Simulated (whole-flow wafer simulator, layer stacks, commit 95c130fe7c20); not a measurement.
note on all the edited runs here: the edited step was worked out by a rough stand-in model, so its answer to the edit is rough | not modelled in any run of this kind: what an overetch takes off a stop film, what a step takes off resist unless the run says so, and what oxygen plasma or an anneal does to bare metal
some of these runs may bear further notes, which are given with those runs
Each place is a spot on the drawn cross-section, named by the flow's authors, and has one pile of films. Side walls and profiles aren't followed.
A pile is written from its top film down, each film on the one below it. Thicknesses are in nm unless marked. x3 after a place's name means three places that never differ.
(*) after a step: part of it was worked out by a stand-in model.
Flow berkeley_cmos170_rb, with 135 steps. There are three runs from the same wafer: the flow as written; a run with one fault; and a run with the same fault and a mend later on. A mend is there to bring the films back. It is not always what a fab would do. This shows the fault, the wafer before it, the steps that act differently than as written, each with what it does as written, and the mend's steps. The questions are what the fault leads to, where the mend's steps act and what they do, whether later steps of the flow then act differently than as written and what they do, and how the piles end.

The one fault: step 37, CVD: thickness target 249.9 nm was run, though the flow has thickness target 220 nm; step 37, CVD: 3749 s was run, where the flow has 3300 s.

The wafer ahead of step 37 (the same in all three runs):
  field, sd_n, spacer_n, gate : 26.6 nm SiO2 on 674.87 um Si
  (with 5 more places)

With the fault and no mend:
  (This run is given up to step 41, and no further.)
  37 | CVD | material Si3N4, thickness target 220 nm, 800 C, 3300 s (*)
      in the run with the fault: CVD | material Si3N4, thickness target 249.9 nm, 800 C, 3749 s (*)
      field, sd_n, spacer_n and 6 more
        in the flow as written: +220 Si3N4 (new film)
        in the run with the fault: +249.9 Si3N4 (new film)
  Later steps of the flow up to step 41 that are run all act as written at every place that is followed.
  The piles after step 41 differ from the flow's at field, sd_n, spacer_n and 6 more by more than 2% or 0.5 nm, whichever is larger.
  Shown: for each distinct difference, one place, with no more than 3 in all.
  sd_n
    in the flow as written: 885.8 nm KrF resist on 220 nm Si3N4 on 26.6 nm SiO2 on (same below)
    in the run with the fault: 885.8 nm KrF resist on 249.9 nm Si3N4 on 26.6 nm SiO2 on (same below)
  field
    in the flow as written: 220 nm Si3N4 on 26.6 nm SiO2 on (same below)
    in the run with the fault: 249.9 nm Si3N4 on 26.6 nm SiO2 on (same below)

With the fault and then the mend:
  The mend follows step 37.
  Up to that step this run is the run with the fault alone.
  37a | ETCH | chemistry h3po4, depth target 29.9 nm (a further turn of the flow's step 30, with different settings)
      field, sd_n, spacer_n and 6 more
        -29.9 Si3N4
  Later steps of the flow that are run all act as written at every place that is followed.
  By the end, the piles equal the flow's at every place that both follow.
